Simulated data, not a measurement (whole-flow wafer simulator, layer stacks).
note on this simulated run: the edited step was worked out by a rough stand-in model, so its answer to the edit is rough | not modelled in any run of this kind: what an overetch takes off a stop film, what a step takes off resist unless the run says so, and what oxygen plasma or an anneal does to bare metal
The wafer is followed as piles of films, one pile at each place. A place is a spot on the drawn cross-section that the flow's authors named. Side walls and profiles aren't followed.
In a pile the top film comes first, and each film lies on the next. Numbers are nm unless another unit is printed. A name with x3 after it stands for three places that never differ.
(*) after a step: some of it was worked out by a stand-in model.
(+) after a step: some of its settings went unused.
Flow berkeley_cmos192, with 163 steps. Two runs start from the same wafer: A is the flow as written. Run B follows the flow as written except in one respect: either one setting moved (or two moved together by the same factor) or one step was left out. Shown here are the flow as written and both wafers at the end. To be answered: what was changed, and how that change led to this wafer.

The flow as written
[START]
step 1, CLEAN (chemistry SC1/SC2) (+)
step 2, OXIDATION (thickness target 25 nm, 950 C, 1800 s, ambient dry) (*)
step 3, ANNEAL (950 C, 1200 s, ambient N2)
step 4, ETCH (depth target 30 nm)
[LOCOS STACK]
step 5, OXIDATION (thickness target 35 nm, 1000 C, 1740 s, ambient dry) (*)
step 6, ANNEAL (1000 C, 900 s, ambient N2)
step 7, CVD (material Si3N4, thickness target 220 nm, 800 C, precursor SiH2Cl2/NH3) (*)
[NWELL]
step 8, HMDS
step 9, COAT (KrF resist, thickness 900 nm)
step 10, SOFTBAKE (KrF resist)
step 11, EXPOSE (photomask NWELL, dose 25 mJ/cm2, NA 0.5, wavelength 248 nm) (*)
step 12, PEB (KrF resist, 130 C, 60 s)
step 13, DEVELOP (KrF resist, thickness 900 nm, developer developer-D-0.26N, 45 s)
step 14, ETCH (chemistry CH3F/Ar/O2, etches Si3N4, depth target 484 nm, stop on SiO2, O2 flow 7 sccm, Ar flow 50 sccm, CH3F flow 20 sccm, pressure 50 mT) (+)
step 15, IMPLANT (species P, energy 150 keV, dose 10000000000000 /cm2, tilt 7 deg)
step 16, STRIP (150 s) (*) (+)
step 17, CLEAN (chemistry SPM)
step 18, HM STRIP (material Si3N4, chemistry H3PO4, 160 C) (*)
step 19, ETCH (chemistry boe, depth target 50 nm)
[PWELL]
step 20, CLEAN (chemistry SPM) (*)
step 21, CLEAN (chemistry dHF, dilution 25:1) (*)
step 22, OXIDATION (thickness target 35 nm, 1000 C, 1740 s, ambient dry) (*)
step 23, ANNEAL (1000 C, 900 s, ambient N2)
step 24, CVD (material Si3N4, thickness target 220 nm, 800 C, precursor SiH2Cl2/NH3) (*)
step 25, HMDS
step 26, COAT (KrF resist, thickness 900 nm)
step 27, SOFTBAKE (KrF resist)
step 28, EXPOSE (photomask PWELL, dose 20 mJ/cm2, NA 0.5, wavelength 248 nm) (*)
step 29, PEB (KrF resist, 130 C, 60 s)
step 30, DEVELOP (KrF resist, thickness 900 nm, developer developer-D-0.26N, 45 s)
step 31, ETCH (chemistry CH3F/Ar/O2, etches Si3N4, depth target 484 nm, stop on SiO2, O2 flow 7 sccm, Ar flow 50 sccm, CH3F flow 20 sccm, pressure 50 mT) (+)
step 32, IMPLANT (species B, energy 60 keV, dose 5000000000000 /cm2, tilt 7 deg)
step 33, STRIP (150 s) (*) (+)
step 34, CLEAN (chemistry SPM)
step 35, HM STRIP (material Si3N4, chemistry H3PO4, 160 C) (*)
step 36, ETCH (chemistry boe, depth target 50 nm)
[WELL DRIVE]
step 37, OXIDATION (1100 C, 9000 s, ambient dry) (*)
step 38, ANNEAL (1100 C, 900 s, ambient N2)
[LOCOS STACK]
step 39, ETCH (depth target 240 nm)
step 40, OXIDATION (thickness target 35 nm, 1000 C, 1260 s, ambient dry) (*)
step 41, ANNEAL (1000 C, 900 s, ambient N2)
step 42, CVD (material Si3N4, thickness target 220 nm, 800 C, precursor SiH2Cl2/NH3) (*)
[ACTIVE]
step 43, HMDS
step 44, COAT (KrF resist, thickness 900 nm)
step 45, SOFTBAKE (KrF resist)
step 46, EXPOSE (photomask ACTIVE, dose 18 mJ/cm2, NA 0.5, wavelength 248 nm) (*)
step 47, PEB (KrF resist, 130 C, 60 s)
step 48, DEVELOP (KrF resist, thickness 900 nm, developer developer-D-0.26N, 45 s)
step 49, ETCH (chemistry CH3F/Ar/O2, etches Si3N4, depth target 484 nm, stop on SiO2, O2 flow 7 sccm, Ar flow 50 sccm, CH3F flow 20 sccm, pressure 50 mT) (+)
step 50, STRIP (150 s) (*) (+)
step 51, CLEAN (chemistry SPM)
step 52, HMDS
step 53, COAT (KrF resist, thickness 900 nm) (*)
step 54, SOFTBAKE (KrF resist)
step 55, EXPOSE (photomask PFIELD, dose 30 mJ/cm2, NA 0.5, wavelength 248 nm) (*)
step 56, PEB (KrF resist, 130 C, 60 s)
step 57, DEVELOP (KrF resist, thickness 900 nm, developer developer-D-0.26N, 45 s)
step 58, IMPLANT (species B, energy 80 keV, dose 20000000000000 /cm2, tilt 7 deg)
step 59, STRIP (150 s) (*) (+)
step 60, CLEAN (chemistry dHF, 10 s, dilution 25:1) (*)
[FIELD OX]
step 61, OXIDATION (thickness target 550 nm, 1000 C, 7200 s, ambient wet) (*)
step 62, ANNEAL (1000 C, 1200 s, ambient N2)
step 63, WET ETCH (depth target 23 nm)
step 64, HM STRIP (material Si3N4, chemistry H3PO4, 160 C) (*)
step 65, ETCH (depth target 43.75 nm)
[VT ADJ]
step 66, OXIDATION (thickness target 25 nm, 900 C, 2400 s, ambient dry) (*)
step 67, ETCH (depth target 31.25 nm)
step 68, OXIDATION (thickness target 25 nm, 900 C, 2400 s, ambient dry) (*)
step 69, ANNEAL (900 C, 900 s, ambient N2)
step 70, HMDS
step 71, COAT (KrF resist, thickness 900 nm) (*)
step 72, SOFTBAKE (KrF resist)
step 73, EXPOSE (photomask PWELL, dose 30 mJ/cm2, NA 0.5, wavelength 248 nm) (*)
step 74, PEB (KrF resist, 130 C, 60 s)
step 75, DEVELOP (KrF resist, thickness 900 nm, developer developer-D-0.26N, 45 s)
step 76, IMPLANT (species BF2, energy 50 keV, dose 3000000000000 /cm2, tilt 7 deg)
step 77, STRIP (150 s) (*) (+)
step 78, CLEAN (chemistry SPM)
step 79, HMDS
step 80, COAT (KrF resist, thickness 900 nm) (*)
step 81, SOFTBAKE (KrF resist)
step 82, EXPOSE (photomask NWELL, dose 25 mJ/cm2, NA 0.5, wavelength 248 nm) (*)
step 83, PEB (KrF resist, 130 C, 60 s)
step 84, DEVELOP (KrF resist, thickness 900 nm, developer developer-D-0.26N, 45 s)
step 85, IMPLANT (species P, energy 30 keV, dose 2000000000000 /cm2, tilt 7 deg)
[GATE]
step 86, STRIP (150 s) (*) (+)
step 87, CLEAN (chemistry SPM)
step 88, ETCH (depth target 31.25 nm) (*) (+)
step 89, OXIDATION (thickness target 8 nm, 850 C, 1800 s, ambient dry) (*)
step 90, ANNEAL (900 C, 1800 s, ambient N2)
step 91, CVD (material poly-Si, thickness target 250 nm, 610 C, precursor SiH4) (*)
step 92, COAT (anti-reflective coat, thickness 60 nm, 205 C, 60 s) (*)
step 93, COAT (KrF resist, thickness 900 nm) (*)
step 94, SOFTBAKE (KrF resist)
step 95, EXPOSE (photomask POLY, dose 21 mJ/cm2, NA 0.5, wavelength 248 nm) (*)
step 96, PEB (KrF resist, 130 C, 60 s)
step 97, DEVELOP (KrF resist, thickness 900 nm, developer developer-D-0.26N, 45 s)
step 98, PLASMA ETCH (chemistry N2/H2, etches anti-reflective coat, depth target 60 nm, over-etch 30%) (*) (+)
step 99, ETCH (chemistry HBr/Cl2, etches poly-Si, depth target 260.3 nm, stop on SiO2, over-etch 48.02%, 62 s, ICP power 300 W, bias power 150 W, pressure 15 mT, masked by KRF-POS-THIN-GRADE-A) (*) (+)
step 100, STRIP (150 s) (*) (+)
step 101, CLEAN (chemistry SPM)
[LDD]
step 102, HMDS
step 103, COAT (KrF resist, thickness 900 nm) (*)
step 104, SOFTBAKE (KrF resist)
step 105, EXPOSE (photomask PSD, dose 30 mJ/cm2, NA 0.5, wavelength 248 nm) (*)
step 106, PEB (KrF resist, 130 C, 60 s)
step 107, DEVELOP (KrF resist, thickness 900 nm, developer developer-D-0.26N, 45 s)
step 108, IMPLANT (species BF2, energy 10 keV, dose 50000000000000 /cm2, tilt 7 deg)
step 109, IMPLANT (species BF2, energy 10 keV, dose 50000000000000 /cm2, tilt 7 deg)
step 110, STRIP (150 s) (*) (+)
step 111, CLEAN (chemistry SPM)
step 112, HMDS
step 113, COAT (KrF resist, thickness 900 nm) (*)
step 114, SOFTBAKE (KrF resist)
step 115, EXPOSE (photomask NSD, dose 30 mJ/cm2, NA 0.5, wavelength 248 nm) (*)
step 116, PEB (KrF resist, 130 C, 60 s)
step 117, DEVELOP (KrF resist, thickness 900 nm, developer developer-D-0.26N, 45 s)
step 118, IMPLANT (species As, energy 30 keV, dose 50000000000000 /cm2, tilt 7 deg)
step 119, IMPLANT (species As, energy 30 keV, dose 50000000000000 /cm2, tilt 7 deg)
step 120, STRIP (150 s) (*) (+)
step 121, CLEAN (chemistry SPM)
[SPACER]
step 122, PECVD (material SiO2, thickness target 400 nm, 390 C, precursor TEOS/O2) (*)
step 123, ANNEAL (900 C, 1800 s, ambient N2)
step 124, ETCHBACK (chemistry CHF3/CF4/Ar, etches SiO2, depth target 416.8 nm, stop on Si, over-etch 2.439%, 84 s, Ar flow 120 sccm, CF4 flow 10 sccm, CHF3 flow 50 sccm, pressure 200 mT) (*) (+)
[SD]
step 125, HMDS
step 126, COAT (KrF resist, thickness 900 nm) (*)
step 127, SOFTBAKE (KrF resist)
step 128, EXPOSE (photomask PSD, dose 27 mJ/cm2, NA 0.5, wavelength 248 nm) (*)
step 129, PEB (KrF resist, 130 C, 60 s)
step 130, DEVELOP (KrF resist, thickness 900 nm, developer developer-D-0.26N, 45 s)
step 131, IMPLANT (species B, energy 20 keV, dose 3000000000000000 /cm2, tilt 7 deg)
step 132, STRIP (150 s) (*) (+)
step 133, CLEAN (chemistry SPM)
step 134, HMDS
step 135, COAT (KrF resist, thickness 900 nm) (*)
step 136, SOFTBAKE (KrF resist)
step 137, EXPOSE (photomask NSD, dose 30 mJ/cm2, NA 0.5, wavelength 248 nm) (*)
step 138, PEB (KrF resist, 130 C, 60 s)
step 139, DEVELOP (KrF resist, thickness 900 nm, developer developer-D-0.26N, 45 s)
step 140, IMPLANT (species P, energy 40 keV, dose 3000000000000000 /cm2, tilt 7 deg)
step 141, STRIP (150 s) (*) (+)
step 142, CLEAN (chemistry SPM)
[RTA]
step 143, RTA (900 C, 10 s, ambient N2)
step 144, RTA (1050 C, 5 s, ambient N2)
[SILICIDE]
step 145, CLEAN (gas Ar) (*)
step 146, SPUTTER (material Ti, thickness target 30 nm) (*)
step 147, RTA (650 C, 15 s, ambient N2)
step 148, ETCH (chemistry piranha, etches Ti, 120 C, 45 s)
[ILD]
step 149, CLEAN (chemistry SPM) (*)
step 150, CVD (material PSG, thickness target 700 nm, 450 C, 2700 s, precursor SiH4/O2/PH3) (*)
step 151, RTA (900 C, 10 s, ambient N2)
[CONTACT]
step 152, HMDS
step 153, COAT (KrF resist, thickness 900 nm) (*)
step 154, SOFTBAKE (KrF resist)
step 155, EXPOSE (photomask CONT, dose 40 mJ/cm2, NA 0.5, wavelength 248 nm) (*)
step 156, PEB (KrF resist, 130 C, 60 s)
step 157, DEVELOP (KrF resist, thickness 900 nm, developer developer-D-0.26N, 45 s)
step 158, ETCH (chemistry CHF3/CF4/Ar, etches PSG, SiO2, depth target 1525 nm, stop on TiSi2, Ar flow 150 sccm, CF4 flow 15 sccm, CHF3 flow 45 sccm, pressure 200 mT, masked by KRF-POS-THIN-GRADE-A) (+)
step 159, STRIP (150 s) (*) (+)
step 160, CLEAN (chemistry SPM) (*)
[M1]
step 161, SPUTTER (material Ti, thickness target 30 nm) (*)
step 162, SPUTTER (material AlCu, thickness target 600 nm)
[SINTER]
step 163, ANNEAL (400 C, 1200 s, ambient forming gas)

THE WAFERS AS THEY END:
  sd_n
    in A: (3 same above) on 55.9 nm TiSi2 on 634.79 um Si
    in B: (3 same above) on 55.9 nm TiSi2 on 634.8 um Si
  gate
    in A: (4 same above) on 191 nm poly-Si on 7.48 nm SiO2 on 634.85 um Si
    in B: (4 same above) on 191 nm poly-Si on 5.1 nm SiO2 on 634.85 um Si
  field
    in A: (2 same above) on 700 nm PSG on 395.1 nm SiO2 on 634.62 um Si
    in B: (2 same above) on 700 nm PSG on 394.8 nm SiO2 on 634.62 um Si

The reason: step 89, OXIDATION: 900 s was run, whereas the flow has 1800 s.

How this came from the change, step by step:
  step 89, OXIDATION (thickness target 8 nm, 850 C, 1800 s, ambient dry) (*)
      sd_n, spacer_n, gate, sd_p, spacer_p, gate_p, contact, m1: A +7.48 SiO2 (new film), -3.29 Si | B +5.1 SiO2 (new film), -2.24 Si
